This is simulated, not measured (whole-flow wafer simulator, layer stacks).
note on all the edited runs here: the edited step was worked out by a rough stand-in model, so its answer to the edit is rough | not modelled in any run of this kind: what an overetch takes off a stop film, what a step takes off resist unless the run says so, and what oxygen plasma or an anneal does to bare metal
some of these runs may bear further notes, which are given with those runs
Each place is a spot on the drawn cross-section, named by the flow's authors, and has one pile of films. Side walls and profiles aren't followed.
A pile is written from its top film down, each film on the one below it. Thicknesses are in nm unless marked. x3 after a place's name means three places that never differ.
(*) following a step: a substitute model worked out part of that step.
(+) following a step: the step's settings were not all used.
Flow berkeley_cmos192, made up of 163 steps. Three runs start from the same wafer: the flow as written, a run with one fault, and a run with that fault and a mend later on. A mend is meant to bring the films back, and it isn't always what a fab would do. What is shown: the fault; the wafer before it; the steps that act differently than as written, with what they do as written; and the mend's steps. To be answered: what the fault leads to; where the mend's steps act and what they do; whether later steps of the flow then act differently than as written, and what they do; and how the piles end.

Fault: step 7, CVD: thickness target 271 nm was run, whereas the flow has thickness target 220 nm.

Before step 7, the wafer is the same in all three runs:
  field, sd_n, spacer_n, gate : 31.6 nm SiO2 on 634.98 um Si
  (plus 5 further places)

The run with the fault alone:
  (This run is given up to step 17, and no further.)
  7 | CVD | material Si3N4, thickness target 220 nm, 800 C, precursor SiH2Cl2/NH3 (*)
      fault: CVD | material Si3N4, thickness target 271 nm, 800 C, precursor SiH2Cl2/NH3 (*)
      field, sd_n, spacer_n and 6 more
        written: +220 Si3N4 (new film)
        fault: +271 Si3N4 (new film)
  Steps later in the flow that act otherwise than as written:
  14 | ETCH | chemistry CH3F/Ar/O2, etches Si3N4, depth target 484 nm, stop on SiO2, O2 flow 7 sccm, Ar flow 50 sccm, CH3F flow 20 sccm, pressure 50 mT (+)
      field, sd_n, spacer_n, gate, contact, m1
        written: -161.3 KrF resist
        fault: -195.3 KrF resist
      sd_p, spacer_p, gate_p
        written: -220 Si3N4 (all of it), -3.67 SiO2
        fault: -271 Si3N4 (all of it), -3.67 SiO2
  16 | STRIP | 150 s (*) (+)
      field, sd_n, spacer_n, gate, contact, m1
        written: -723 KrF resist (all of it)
        fault: -689 KrF resist (all of it)
  The piles after step 17 differ from the flow's at field, sd_n, spacer_n, gate, contact, m1 by more than 2% or 0.5 nm, whichever is larger.
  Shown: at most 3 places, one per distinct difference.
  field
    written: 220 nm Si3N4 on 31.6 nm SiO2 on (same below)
    fault: 271 nm Si3N4 on 31.6 nm SiO2 on (same below)

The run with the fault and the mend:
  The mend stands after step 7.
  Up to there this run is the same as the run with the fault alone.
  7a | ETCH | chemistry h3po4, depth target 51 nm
      field, sd_n, spacer_n and 6 more
        -51 Si3N4
  Later steps of the flow that are run all act as written at every place that is followed.
  By the end, the piles equal the flow's at every place that both follow.
